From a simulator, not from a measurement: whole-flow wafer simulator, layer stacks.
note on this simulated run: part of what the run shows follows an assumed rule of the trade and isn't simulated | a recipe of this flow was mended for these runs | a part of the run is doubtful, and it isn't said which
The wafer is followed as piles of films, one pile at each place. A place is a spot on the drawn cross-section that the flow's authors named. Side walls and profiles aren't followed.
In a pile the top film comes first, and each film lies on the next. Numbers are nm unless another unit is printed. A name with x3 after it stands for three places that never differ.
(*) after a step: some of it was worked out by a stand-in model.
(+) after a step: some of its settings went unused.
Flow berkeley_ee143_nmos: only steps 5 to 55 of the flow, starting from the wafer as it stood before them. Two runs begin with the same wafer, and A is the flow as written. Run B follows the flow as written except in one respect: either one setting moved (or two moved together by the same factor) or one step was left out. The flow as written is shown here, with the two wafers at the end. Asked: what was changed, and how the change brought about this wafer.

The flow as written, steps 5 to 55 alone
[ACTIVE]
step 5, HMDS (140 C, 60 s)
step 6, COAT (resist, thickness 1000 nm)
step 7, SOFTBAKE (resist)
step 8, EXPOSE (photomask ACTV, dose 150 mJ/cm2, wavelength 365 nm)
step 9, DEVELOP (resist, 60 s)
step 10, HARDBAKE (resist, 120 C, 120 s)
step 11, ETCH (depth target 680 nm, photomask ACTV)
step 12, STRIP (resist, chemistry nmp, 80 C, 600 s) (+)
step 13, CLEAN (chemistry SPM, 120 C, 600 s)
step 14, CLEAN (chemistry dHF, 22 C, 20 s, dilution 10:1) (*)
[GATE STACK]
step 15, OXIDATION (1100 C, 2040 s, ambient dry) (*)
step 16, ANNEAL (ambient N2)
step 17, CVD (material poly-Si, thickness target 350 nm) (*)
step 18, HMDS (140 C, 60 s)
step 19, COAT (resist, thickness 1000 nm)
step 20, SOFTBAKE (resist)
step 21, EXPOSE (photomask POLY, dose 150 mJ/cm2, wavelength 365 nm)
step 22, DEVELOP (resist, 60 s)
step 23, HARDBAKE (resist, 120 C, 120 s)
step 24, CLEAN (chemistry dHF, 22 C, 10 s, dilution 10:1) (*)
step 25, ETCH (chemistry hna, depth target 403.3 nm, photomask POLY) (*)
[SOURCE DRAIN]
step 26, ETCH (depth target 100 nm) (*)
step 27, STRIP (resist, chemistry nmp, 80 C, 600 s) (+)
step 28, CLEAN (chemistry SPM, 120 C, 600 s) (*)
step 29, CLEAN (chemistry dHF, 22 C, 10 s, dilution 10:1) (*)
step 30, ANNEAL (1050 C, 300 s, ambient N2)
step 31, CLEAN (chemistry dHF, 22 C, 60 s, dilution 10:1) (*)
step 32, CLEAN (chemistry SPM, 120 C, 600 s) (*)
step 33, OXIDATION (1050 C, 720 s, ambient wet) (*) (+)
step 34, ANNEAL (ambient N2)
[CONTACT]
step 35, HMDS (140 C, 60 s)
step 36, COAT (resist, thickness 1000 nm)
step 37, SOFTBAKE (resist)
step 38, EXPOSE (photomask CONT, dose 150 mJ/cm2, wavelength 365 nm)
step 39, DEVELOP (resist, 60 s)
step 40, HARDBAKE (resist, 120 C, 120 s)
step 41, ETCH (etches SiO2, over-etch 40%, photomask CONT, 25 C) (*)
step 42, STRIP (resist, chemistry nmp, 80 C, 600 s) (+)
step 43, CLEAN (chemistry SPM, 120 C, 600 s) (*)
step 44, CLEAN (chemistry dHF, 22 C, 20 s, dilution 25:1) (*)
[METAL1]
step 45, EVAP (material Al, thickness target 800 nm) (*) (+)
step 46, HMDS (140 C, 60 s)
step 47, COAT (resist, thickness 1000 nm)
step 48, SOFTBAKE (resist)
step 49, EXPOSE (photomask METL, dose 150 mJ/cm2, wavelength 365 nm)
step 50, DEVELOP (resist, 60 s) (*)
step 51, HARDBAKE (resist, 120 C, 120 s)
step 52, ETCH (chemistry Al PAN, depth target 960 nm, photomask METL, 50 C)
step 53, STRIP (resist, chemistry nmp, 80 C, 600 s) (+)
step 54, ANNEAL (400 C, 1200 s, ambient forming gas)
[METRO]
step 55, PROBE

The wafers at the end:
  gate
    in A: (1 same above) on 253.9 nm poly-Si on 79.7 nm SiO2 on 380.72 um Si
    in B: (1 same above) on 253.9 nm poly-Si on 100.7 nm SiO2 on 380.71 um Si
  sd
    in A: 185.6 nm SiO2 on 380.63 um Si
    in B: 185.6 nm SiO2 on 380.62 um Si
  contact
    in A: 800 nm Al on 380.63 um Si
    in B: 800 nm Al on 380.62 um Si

What caused this: step 15, OXIDATION: 3000 s was run, whereas the flow has 2040 s.

How this came from the change, step by step:
  step 15, OXIDATION (1100 C, 2040 s, ambient dry) (*)
      gate, sd, contact: A +79.7 SiO2 (new film), -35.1 Si | B +100.7 SiO2 (new film), -44.3 Si
      field: A +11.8 SiO2, -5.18 Si | B +17.2 SiO2, -7.58 Si
  step 26, ETCH (depth target 100 nm) (*)
      sd, contact: A -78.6 SiO2 (all of it) | B -99.6 SiO2 (all of it)
